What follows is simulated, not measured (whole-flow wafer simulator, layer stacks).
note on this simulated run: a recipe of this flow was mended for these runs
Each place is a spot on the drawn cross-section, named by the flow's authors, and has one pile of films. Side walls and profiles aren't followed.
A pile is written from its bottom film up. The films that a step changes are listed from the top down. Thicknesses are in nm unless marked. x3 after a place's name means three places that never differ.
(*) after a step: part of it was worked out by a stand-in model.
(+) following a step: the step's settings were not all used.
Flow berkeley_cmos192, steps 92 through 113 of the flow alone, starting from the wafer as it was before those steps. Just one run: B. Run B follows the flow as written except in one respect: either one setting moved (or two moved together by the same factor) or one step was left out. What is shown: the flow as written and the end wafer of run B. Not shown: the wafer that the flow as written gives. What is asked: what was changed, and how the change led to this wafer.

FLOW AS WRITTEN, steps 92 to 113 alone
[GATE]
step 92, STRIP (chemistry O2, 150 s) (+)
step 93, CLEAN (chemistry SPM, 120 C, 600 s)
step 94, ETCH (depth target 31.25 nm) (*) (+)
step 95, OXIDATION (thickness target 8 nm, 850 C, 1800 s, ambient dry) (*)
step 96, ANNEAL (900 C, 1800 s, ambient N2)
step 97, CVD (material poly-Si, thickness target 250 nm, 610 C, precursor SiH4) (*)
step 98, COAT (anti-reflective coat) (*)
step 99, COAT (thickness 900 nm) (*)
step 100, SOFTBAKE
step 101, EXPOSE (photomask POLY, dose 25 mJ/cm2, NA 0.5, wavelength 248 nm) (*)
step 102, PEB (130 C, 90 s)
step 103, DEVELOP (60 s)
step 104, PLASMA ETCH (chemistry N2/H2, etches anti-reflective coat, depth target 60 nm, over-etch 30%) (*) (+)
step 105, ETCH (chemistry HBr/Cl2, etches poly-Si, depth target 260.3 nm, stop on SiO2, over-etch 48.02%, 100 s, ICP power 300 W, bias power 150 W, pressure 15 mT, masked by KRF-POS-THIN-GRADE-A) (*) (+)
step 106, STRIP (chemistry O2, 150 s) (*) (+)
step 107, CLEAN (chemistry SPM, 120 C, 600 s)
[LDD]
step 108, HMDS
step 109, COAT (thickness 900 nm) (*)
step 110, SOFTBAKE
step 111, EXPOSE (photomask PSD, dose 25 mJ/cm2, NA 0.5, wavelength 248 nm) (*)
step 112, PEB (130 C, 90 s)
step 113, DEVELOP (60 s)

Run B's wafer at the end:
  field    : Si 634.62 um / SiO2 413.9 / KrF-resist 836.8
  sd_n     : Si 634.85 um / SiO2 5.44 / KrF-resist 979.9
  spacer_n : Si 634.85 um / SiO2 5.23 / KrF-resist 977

What caused this: step 95, OXIDATION: thickness target 7.04 nm was run, while the flow as written has thickness target 8 nm; step 95, OXIDATION: 1584 s was run, where the flow has 1800 s.

How this came from the change, step by step:
  step 95, OXIDATION (thickness target 8 nm, 850 C, 1800 s, ambient dry) (*)
      sd_n, spacer_n, gate, sd_p, spacer_p, gate_p, contact, m1: +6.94 SiO2 (new film), -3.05 Si (as written it would have been: +7.48 SiO2 (new film), -3.29 Si)
